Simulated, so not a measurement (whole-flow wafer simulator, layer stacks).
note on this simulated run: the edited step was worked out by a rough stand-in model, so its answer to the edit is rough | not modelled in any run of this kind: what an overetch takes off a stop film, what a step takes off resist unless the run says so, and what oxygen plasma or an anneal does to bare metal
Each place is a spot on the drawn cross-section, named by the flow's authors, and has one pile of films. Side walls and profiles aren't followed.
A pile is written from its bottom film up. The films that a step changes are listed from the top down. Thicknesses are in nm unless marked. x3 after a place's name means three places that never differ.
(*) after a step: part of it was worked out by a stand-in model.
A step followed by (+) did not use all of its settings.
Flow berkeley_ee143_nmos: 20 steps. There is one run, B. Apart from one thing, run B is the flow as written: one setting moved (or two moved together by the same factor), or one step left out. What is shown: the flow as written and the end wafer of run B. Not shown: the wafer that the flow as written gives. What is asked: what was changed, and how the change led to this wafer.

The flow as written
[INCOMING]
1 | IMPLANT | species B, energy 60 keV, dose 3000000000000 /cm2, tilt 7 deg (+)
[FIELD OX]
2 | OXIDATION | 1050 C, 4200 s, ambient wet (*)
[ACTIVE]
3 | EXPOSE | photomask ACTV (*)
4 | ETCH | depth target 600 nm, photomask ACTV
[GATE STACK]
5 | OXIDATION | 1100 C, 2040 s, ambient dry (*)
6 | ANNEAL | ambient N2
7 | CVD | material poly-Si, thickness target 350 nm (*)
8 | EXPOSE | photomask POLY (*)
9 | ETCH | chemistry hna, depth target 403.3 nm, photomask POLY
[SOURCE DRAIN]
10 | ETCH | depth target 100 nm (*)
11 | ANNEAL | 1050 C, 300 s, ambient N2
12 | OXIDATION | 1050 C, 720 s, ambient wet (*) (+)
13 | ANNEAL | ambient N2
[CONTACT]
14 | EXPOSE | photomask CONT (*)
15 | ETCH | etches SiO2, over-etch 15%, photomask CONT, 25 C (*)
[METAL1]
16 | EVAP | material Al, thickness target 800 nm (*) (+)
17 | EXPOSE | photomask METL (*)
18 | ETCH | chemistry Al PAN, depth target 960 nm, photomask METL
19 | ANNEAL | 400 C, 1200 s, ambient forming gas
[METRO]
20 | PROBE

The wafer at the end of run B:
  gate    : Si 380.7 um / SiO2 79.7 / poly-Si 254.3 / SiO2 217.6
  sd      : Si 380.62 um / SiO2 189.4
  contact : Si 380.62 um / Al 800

Cause: step 2, OXIDATION: 4620 s was run, whereas the flow has 4200 s.

Step by step, how the change led to this:
  2 | OXIDATION | 1050 C, 4200 s, ambient wet (*)
      gate, sd, contact, field: SiO2 gains 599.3 (new film), chemical SiO2 loses 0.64 (all of it), Si loses 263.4 (it would be, as written: SiO2 gains 566.4 (new film), chemical SiO2 loses 0.64 (all of it), Si loses 248.9)
  4 | ETCH | depth target 600 nm, photomask ACTV
      gate, sd, contact: SiO2 loses 599.3 (all of it) (it would be, as written: SiO2 loses 566.4 (all of it))
  5 | OXIDATION | 1100 C, 2040 s, ambient dry (*)
      field: SiO2 gains 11, Si loses 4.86 (it would be, as written: SiO2 gains 11.6, Si loses 5.1)
  12 | OXIDATION | 1050 C, 720 s, ambient wet (*) (+)
      field: SiO2 gains 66, Si loses 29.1 (it would be, as written: SiO2 gains 69.1, Si loses 30.4)
